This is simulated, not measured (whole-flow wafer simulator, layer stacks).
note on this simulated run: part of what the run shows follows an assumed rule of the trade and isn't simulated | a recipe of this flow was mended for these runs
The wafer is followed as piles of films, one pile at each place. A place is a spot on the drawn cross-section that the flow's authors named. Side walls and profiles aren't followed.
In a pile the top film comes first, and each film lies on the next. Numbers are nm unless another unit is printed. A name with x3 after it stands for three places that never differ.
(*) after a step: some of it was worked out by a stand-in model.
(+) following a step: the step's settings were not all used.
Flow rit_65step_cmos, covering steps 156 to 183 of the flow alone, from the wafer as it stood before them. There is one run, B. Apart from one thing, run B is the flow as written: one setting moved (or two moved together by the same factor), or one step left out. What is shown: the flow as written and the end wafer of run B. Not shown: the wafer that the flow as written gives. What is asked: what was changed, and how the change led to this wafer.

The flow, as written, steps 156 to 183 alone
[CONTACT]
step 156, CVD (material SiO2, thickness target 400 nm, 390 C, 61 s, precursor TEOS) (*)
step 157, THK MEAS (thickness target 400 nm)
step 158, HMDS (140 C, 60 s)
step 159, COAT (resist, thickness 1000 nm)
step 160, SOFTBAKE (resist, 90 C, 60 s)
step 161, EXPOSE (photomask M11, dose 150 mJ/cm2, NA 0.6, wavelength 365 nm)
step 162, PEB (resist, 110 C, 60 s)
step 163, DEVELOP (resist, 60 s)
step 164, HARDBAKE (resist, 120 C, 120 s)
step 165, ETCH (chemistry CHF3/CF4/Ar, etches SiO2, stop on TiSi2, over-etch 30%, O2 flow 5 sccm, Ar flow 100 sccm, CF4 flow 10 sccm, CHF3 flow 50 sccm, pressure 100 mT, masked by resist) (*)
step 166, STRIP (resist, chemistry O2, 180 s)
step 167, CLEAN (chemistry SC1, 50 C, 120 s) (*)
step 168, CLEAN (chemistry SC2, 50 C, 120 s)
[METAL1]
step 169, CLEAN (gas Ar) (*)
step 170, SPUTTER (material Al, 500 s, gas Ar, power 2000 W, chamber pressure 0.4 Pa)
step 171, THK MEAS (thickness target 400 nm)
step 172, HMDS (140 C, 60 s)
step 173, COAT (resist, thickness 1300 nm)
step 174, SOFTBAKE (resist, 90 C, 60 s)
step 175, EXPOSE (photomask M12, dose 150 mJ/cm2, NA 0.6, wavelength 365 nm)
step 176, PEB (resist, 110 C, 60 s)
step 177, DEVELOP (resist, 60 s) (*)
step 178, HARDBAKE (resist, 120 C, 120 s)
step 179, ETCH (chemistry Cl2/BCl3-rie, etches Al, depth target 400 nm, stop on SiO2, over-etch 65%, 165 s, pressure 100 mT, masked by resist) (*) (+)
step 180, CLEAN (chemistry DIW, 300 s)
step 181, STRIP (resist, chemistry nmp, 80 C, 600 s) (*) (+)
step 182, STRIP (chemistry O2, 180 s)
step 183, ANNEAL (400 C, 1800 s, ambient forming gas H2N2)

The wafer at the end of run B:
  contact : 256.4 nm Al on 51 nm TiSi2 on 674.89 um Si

The reason: step 165, ETCH: over-etch 12.4% was run, while the flow as written has over-etch 30%.

The path from the change to this, step by step:
  step 165, ETCH (chemistry CHF3/CF4/Ar, etches SiO2, stop on TiSi2, over-etch 30%, O2 flow 5 sccm, Ar flow 100 sccm, CF4 flow 10 sccm, CHF3 flow 50 sccm, pressure 100 mT, masked by resist) (*)
      field, field_pw, field_nw and 10 more: resist loses 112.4 (as written it would have been: resist loses 130)
      contact: SiO2 loses 400 (all of it), TiSi2 loses 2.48 (as written it would have been: SiO2 loses 400 (all of it), TiSi2 loses 6)
  step 166, STRIP (resist, chemistry O2, 180 s)
      active_n, active_p: resist loses 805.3 (all of it) (as written it would have been: resist loses 787.7 (all of it))
      field: resist loses 864.6 (all of it) (as written it would have been: resist loses 847 (all of it))
      (also at 10 further places)
